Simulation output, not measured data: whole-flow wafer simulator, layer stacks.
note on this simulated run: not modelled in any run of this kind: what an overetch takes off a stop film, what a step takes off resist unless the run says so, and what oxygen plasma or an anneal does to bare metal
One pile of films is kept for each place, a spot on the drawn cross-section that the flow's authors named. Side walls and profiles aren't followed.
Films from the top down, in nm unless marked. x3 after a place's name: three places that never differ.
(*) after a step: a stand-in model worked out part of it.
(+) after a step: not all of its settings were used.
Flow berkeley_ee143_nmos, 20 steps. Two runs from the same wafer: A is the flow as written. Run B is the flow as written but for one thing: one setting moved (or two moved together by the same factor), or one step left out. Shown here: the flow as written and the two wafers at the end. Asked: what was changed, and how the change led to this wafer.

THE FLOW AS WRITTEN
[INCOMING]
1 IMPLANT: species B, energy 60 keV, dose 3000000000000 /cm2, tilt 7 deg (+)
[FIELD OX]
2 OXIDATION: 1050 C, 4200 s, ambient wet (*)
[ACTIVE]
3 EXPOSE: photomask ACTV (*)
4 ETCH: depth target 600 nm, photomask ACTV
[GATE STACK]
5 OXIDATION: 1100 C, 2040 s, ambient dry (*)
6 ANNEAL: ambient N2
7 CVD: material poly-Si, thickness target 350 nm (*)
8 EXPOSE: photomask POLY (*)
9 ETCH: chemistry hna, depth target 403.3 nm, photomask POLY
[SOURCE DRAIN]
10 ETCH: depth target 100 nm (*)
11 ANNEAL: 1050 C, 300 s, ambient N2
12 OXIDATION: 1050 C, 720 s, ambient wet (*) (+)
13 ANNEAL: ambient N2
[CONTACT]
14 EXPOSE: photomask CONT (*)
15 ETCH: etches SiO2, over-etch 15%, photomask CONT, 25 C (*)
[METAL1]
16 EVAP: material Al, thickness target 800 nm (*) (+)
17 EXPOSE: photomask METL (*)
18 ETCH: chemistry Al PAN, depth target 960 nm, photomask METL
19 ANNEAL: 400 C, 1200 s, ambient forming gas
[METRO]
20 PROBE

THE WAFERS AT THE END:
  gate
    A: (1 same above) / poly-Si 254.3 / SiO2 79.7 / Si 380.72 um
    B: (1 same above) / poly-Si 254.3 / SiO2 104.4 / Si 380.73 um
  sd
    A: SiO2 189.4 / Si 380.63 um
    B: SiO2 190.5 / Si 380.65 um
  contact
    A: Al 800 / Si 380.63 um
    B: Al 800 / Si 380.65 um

The cause: step 4, ETCH: depth target 510 nm was run, where the flow has depth target 600 nm.

How the change led to this, step by step:
  4 ETCH: depth target 600 nm, photomask ACTV
      gate, sd, contact: A SiO2 -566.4 (all of it) | B SiO2 -510
  5 OXIDATION: 1100 C, 2040 s, ambient dry (*)
      gate, sd, contact: A SiO2 +79.7 (new film), Si -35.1 | B SiO2 +48, Si -21.1
  10 ETCH: depth target 100 nm (*)
      sd, contact: A SiO2 -79.7 (all of it) | B SiO2 -100
  12 OXIDATION: 1050 C, 720 s, ambient wet (*) (+)
      sd, contact: A SiO2 +189.4 (new film), Si -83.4 | B SiO2 +186.1, Si -81.9
